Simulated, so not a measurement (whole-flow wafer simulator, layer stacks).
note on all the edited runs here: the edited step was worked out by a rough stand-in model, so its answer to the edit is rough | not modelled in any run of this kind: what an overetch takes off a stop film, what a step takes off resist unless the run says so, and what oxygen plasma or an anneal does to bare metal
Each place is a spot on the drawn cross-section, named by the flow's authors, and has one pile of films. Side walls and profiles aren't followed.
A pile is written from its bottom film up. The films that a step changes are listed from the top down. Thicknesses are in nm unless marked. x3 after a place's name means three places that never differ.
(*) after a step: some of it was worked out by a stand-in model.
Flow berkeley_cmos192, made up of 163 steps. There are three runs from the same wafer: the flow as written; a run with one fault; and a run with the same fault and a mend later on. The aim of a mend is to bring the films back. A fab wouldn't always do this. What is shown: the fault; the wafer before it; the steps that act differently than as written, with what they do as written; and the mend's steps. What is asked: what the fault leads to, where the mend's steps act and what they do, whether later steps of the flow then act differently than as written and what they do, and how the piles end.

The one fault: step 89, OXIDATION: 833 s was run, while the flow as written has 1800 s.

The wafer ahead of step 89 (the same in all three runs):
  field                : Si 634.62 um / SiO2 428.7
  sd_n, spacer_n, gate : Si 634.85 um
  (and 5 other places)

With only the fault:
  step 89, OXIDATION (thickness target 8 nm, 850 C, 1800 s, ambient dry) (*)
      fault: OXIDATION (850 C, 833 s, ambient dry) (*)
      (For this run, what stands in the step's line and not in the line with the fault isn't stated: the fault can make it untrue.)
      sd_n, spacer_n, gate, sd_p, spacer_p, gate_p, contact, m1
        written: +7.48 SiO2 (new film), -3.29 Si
        fault: +4.9 SiO2 (new film), -2.16 Si
  Later steps of the flow that are run all act as written at every place that is followed, up to a difference of at most 2% or 0.5 nm, whichever is larger.
  The piles end different from the flow's at gate, gate_p by more than 2% or 0.5 nm, whichever is larger.
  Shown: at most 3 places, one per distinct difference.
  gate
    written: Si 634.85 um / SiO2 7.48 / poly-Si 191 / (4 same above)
    fault: Si 634.85 um / SiO2 4.9 / poly-Si 191 / (4 same above)

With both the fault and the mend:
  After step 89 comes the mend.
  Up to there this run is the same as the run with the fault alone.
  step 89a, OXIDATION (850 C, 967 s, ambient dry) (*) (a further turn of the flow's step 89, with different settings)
      sd_n, spacer_n, gate, sd_p, spacer_p, gate_p, contact, m1
        +2.58 SiO2, -1.14 Si
      field
        +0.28 SiO2, -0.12 Si
  Later steps of the flow that are run all act as written at every place that is followed.
  The piles end the same as the flow's at every place that both follow.
